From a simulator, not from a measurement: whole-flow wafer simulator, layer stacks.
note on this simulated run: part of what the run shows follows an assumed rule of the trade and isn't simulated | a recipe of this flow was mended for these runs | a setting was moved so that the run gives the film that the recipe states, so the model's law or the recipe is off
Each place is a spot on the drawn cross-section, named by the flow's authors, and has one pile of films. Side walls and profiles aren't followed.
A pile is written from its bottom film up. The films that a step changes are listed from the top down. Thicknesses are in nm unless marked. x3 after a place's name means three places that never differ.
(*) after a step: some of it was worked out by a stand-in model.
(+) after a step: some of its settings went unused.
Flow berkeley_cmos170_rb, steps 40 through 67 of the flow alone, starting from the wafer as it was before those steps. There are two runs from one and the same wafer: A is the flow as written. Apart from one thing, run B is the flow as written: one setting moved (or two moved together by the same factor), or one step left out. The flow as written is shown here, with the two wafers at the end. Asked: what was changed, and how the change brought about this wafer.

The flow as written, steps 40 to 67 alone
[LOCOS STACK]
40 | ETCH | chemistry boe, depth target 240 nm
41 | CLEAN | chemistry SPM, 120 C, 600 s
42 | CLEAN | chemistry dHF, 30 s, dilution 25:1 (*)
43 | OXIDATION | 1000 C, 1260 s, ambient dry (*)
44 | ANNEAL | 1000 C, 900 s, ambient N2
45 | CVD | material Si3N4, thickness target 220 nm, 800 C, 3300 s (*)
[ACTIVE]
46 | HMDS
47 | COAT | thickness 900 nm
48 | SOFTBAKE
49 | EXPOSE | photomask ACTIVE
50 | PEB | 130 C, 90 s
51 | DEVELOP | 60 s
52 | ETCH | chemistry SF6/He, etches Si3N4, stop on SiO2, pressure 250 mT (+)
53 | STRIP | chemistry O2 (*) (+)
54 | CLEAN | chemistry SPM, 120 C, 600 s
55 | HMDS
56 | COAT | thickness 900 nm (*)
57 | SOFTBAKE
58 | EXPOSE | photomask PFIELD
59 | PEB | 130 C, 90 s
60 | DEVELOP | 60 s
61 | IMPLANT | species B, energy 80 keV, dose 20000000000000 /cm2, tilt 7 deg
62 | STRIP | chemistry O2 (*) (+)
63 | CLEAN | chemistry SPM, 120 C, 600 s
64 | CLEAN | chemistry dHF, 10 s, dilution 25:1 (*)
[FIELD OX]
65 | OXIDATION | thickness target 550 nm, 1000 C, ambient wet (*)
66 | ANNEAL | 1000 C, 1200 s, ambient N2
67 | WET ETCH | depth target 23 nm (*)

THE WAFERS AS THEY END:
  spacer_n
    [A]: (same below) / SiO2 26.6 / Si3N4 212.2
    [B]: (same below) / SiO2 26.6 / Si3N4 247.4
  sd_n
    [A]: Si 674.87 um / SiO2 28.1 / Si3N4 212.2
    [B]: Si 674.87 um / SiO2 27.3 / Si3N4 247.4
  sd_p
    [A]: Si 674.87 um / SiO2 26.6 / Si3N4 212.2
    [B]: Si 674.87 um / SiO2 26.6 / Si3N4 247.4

What caused this: step 45, CVD: 3828 s was run, while the flow as written has 3300 s.

How this came from the change, step by step:
  45 | CVD | material Si3N4, thickness target 220 nm, 800 C, 3300 s (*)
      field, sd_n, spacer_n and 6 more: A +220 Si3N4 (new film) | B +255.2 Si3N4 (new film)
  52 | ETCH | chemistry SF6/He, etches Si3N4, stop on SiO2, pressure 250 mT (+)
      sd_n, spacer_n, gate, sd_p, spacer_p, gate_p, contact, m1: A -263 KrF-resist | B -301.3 KrF-resist
      field: A -220 Si3N4 (all of it), -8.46 SiO2 | B -255.2 Si3N4 (all of it), -8.46 SiO2
  53 | STRIP | chemistry O2 (*) (+)
      sd_n, spacer_n, gate, sd_p, spacer_p, gate_p, contact, m1: A -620 KrF-resist (all of it) | B -581.8 KrF-resist (all of it)
  56 | COAT | thickness 900 nm (*)
      sd_n: A +782.7 KrF-resist (new film) | B +764.9 KrF-resist (new film)
      m1: A +784.9 KrF-resist (new film) | B +768 KrF-resist (new film)
  62 | STRIP | chemistry O2 (*) (+)
      sd_n: A -766.1 KrF-resist (all of it) | B -748.3 KrF-resist (all of it)
      m1: A -768.3 KrF-resist (all of it) | B -751.4 KrF-resist (all of it)
  65 | OXIDATION | thickness target 550 nm, 1000 C, ambient wet (*)
      gate: A +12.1 SiO2 (new film), -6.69 Si3N4, +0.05 SiO2, -0.05 Si | B +12.1 SiO2 (new film), -6.69 Si3N4
      sd_p: A +12.1 SiO2 (new film), -6.69 Si3N4, +0.06 SiO2, -0.06 Si | B +12.1 SiO2 (new film), -6.69 Si3N4
      (as well as at 1 more place)
